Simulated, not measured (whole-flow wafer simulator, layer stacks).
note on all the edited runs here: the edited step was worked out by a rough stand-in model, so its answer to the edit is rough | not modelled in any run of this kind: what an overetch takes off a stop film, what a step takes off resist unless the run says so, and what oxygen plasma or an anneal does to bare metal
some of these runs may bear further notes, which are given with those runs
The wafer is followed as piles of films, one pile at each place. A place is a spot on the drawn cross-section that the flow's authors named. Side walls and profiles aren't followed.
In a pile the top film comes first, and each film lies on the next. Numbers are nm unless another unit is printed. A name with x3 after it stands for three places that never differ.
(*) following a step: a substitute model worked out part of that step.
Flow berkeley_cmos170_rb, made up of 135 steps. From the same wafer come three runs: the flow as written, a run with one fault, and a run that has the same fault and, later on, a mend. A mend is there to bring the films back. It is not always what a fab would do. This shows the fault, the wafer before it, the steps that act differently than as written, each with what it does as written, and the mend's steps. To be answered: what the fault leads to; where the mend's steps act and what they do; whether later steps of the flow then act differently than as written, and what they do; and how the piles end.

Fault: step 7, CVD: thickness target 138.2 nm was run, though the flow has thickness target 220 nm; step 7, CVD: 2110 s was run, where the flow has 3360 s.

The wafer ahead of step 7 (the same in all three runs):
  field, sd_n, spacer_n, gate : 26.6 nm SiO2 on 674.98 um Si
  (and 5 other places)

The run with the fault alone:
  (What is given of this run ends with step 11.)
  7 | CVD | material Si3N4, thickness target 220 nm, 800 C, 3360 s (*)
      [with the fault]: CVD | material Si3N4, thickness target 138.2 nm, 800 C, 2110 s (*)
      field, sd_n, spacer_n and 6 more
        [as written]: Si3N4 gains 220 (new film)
        [with the fault]: Si3N4 gains 138.2 (new film)
  Every later step of the flow up to step 11 that is run acts as written at every place that is followed.
  After step 11, at field, sd_n, spacer_n and 6 more, the piles differ from the flow's by more than 2% or 0.5 nm, whichever is larger.
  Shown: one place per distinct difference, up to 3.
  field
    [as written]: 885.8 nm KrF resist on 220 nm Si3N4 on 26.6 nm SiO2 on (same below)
    [with the fault]: 885.8 nm KrF resist on 138.2 nm Si3N4 on 26.6 nm SiO2 on (same below)
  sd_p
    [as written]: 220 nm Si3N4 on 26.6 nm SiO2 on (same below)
    [with the fault]: 138.2 nm Si3N4 on 26.6 nm SiO2 on (same below)

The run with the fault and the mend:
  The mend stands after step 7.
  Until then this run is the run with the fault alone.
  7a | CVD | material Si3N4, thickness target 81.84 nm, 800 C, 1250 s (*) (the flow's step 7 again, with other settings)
      field, sd_n, spacer_n and 6 more
        Si3N4 gains 81.8
  Every later step of the flow that is run acts as written, at every place that is followed, to within 2% or 0.5 nm, whichever is larger.
  The piles end the same as the flow's at every place that both follow.
